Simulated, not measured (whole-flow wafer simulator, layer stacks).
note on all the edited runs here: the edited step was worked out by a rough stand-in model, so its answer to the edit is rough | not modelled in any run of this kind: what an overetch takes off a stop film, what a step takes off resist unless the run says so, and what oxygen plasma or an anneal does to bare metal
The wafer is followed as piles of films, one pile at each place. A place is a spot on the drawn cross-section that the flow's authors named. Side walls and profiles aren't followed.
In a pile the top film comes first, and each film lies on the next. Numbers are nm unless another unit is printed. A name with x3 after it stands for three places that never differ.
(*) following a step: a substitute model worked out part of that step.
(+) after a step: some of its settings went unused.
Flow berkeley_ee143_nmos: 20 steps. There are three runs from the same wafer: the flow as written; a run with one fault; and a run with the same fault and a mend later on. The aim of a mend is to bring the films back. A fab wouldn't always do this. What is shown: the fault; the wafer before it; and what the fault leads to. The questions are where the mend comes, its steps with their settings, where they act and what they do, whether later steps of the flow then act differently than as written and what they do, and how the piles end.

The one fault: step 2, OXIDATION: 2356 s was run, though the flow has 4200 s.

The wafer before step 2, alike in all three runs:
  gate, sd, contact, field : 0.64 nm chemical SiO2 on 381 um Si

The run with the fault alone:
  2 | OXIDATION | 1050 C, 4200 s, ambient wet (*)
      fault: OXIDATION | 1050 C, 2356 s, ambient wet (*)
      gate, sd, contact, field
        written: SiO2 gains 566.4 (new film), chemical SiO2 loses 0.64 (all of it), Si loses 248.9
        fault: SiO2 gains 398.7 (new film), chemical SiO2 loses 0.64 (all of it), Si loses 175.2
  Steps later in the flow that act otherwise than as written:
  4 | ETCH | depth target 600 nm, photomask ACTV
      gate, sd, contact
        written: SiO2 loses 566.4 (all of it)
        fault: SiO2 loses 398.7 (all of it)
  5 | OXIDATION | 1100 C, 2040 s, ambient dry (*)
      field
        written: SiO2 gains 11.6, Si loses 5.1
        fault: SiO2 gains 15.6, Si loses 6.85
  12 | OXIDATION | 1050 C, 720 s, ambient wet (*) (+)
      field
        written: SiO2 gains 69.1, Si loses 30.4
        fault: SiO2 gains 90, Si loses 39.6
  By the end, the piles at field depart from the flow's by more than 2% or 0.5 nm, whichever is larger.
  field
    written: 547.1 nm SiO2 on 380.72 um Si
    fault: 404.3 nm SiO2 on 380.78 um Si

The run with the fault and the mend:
  The mend stands after step 2.
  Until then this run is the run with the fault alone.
  2a | OXIDATION | 1050 C, 1844 s, ambient wet (*) (a further turn of the flow's step 2, with different settings)
      gate, sd, contact, field
        SiO2 gains 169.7, Si loses 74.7
  Later steps of the flow that are run all act as written at every place that is followed, up to a difference of at most 2% or 0.5 nm, whichever is larger.
  At the end the piles are close to the flow's at the places that both follow, differing by at most 2% or 0.5 nm, whichever is larger.
